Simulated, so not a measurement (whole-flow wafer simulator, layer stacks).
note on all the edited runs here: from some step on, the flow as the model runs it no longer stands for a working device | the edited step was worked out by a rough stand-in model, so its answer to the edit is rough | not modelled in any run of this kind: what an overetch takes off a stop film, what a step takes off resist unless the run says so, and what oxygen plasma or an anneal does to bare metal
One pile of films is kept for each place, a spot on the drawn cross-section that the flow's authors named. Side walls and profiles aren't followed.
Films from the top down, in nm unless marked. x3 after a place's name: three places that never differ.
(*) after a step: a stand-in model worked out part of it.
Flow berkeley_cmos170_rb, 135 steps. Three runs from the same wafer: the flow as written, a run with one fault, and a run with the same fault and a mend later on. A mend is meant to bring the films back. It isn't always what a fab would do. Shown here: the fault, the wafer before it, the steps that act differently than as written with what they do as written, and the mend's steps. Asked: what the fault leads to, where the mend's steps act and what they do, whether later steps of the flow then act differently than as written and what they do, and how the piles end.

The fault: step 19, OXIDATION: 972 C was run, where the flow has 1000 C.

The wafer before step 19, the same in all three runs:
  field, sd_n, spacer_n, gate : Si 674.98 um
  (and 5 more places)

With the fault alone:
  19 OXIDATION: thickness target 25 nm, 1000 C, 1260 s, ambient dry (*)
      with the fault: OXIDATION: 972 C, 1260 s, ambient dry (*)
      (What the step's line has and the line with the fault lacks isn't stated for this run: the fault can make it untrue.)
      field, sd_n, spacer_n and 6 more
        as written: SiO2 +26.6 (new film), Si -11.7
        with the fault: SiO2 +20.3 (new film), Si -8.95
  Later steps of the flow that act differently than as written:
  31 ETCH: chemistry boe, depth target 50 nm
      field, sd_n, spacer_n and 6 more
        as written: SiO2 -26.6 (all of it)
        with the fault: SiO2 -20.3 (all of it)
  At the end the piles differ from the flow's only slightly at the places that both follow, by at most 2% or 0.5 nm, whichever is larger.

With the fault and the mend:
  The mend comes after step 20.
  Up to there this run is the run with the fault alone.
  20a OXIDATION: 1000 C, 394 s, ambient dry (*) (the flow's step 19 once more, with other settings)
      field, sd_n, spacer_n and 6 more
        SiO2 +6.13, Si -2.7
  No later step of the flow acts differently than as written, at any place that is followed, by more than 2% or 0.5 nm, whichever is larger.
  At the end the piles are the same as the flow's at every place that both follow.
